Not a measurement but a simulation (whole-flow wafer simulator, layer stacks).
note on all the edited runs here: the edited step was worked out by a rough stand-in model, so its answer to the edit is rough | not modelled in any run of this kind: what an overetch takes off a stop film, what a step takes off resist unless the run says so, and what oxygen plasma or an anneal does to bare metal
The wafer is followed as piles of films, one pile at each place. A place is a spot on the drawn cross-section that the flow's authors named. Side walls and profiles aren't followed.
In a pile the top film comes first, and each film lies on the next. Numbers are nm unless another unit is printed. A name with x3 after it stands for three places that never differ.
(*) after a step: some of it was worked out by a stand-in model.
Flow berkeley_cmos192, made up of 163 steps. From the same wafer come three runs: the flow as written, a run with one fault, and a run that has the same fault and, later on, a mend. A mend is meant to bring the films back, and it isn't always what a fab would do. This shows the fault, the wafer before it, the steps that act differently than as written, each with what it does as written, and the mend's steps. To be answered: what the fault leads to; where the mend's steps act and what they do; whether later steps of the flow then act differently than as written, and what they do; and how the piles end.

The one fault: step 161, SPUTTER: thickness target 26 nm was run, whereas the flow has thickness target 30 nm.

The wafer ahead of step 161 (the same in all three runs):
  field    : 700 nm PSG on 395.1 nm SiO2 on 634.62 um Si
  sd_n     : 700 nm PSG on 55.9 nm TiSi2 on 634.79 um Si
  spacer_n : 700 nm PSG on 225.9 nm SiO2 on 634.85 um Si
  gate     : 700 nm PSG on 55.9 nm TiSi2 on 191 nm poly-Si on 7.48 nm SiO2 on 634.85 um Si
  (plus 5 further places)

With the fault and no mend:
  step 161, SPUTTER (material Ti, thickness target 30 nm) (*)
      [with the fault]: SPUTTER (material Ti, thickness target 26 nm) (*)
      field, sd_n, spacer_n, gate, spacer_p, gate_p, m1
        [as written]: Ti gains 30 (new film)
        [with the fault]: Ti gains 26 (new film)
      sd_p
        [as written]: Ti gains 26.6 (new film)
        [with the fault]: Ti gains 23.1 (new film)
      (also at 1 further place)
  Later steps of the flow that are run all act as written at every place that is followed, up to a difference of at most 2% or 0.5 nm, whichever is larger.
  By the end, the piles at field, sd_n, spacer_n and 6 more depart from the flow's by more than 2% or 0.5 nm, whichever is larger.
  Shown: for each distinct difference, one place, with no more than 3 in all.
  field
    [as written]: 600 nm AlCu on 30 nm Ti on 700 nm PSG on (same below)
    [with the fault]: 600 nm AlCu on 26 nm Ti on 700 nm PSG on (same below)
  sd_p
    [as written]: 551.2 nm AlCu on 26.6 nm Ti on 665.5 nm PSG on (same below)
    [with the fault]: 551.4 nm AlCu on 23.1 nm Ti on 665.5 nm PSG on (same below)
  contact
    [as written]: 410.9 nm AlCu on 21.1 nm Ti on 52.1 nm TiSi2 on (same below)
    [with the fault]: 411.5 nm AlCu on 18.3 nm Ti on 52.1 nm TiSi2 on (same below)

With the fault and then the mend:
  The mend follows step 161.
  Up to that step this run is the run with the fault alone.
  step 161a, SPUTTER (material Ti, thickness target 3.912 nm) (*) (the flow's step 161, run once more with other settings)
      field, sd_n, spacer_n, gate, spacer_p, gate_p, m1
        Ti gains 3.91
      sd_p
        Ti gains 3.46
      contact
        Ti gains 2.73
  Later steps of the flow that are run all act as written at every place that is followed.
  When the end is reached, the piles differ only a little from the flow's at the places that both follow, at most by 2% or 0.5 nm, whichever is larger.
